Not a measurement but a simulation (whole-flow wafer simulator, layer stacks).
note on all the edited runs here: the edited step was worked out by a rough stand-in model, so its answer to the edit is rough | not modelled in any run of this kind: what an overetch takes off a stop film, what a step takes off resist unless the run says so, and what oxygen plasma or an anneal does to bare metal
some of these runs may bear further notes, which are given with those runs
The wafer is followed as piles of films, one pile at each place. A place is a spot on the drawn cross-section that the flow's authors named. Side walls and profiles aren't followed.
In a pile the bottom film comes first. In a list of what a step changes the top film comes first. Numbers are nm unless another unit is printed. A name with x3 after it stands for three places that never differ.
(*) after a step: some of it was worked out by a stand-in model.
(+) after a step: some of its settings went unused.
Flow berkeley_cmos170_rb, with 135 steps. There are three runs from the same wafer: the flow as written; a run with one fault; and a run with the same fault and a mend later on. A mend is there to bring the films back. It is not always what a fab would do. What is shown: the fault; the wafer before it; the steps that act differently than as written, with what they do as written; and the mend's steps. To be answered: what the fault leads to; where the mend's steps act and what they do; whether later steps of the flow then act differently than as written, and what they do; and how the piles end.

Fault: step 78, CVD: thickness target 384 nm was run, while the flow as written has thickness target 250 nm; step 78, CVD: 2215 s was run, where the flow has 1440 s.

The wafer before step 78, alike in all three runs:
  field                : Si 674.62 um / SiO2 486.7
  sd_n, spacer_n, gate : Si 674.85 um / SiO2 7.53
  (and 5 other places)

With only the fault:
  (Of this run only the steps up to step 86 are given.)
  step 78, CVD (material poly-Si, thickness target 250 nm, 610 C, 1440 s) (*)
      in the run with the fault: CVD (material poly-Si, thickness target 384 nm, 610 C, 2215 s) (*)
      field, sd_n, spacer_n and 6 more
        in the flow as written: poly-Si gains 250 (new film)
        in the run with the fault: poly-Si gains 384 (new film)
  Later steps of the flow acting differently than as written (not shown: 2 more steps that differ only slightly, by at most 2% or 0.5 nm, whichever is larger):
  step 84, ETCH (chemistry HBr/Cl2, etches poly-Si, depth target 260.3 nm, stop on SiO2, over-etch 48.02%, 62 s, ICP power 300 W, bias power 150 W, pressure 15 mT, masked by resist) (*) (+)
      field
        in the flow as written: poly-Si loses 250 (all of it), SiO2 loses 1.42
        in the run with the fault: poly-Si loses 384 (all of it)
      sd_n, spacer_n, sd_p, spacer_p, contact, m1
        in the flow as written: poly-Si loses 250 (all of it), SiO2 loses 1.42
        in the run with the fault: poly-Si loses 384 (all of it), SiO2 loses 0.01
  After step 86, at sd_n, spacer_n, gate, sd_p, spacer_p, gate_p, contact, m1, the piles differ from the flow's by more than 2% or 0.5 nm, whichever is larger.
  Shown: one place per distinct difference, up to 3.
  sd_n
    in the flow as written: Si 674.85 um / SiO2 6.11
    in the run with the fault: Si 674.85 um / SiO2 7.52
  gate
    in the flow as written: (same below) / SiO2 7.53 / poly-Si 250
    in the run with the fault: (same below) / SiO2 7.53 / poly-Si 384

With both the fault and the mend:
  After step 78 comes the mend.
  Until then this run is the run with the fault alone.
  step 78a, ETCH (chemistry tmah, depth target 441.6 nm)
      field, sd_n, spacer_n and 6 more
        poly-Si loses 384 (all of it)
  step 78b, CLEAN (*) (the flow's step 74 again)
      alters no film at any place that is followed
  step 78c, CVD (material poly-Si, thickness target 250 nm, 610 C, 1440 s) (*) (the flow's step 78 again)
      field, sd_n, spacer_n and 6 more
        poly-Si gains 250 (new film)
  None of the later steps of the flow acts differently than as written at any place that is followed.
  By the end, the piles equal the flow's at every place that both follow.
